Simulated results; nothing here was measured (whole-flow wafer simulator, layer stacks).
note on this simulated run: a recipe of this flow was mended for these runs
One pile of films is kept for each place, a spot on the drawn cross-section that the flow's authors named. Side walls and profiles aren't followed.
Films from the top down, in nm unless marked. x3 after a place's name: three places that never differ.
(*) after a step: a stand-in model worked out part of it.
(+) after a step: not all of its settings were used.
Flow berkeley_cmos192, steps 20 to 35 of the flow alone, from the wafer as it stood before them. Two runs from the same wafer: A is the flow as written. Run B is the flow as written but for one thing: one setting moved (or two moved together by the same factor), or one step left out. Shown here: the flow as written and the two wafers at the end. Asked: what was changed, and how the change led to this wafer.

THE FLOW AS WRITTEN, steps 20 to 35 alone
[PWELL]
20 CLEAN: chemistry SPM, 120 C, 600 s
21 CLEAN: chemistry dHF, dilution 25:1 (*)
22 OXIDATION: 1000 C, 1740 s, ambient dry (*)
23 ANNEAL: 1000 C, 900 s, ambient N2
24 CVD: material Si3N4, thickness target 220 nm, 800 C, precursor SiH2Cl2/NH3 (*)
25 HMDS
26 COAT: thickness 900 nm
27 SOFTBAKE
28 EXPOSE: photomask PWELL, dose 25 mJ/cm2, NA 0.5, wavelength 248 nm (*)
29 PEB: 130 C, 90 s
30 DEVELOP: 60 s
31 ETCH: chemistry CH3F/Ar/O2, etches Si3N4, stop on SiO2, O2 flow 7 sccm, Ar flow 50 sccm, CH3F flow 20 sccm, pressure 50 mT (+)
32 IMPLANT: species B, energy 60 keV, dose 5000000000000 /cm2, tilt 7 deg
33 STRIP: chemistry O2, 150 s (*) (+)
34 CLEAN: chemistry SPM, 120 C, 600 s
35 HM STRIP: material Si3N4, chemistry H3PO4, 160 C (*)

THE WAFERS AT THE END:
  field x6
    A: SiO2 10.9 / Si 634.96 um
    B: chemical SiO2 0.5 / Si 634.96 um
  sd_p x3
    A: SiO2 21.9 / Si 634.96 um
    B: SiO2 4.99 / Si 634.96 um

The cause: step 35, HM STRIP: 171 C was run, where the flow has 160 C.

How the change led to this, step by step:
  35 HM STRIP: material Si3N4, chemistry H3PO4, 160 C (*)
      field x6: A SiO2 -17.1 | B chemical SiO2 +0.5 (new film), SiO2 -28 (all of it), Si -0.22
      sd_p x3: A Si3N4 -220 (all of it), SiO2 -9.71 | B Si3N4 -220 (all of it), SiO2 -26.6
